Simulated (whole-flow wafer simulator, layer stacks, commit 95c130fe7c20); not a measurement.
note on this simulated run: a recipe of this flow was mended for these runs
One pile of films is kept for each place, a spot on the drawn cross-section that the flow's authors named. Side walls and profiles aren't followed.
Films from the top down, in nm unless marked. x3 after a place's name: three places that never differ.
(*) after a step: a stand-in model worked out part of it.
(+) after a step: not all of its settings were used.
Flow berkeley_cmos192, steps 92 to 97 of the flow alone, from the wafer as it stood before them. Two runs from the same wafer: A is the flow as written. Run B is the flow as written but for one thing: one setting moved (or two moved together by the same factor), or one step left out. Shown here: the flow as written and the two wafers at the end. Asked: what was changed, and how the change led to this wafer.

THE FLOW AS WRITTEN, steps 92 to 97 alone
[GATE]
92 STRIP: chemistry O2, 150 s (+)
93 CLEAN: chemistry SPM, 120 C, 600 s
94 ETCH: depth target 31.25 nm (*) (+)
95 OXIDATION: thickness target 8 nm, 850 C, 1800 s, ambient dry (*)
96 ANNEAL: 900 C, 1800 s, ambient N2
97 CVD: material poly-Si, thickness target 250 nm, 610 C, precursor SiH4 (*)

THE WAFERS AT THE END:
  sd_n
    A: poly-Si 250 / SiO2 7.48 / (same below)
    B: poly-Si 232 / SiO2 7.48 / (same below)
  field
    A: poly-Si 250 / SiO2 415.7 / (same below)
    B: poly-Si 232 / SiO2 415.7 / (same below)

The cause: step 97, CVD: thickness target 232 nm was run, where the flow has thickness target 250 nm.
It can be read off the wafer: sd_n has poly-Si 232, and step 97 as written asks for 250 nm.

How the change led to this, step by step:
  97 CVD: material poly-Si, thickness target 250 nm, 610 C, precursor SiH4 (*)
      field, sd_n, spacer_n, gate, sd_p, spacer_p x2, contact, m1: A poly-Si +250 (new film) | B poly-Si +232 (new film)
